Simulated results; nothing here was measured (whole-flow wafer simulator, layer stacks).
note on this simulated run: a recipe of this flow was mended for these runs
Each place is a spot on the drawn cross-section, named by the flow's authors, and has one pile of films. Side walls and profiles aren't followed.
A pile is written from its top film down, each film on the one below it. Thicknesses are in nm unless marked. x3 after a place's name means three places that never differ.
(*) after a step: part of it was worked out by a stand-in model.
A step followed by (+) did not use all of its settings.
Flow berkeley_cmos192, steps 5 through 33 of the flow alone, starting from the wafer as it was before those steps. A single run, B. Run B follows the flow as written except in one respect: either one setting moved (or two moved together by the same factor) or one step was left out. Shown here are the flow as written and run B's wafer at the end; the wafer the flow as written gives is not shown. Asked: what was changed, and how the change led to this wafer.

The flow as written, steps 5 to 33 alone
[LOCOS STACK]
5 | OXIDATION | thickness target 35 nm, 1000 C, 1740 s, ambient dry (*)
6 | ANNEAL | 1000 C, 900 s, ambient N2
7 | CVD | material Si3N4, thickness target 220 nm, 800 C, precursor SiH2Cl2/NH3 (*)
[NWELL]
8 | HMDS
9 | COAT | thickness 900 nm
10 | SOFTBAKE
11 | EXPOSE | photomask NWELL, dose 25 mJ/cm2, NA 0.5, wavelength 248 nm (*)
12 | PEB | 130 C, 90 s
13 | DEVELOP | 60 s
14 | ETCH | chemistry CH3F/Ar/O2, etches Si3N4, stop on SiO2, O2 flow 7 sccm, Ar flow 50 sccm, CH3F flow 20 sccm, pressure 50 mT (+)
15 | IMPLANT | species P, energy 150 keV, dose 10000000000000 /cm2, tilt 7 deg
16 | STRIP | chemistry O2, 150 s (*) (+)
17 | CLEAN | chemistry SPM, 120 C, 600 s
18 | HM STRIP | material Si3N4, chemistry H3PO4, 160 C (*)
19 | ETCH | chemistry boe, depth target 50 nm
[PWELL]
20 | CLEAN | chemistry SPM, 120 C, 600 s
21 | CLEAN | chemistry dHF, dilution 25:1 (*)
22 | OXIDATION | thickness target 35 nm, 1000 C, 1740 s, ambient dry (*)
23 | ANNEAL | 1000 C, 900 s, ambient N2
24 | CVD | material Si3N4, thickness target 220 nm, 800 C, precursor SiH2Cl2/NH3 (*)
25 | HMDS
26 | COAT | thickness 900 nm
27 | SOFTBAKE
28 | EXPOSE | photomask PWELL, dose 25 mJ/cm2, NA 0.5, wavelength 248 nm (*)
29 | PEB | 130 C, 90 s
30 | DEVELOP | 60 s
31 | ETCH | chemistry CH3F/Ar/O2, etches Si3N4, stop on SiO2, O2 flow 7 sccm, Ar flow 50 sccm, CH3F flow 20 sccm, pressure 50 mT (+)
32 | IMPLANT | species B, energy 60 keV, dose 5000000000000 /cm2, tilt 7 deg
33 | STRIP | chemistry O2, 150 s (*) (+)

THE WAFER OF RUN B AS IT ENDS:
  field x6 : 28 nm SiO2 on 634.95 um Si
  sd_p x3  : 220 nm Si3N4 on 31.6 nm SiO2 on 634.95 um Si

What caused this: step 5, OXIDATION: thickness target 105 nm was run, though the flow has thickness target 35 nm; step 5, OXIDATION: 5220 s was run, where the flow has 1740 s.

Step by step, how the change led to this:
  5 | OXIDATION | thickness target 35 nm, 1000 C, 1740 s, ambient dry (*)
      field x6, sd_p x3: +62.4 SiO2 (new film), -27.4 Si (as written it would have been: +31.6 SiO2 (new film), -13.9 Si)
  19 | ETCH | chemistry boe, depth target 50 nm
      field x6: -49.5 SiO2 (all of it) (as written it would have been: -18.7 SiO2 (all of it))
      sd_p x3: -38.4 SiO2 (all of it) (as written it would have been: -7.69 SiO2 (all of it))
